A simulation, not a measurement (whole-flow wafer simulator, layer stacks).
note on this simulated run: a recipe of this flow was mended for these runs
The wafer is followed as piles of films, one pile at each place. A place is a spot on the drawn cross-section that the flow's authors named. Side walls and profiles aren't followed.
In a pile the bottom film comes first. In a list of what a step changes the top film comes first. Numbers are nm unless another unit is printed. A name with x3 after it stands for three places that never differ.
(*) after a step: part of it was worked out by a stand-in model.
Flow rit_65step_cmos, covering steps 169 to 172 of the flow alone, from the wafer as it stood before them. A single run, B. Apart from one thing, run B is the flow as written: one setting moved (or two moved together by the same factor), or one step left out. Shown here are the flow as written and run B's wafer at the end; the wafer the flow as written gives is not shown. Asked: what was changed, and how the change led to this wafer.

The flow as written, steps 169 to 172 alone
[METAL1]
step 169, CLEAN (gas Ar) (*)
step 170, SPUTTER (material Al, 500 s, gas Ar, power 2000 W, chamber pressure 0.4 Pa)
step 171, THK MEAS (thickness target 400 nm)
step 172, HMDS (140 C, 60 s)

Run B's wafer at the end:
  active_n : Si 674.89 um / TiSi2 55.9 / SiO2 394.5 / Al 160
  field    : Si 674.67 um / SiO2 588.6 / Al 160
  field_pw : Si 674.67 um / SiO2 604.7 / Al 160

What caused this: step 170, SPUTTER: 200 s was run, whereas the flow has 500 s.

Step by step, how the change led to this:
  step 170, SPUTTER (material Al, 500 s, gas Ar, power 2000 W, chamber pressure 0.4 Pa)
      field, field_pw, field_nw and 10 more: Al gains 160 (new film) (it would be, as written: Al gains 400 (new film))
      contact: Al gains 106.9 (new film) (it would be, as written: Al gains 255.4 (new film))
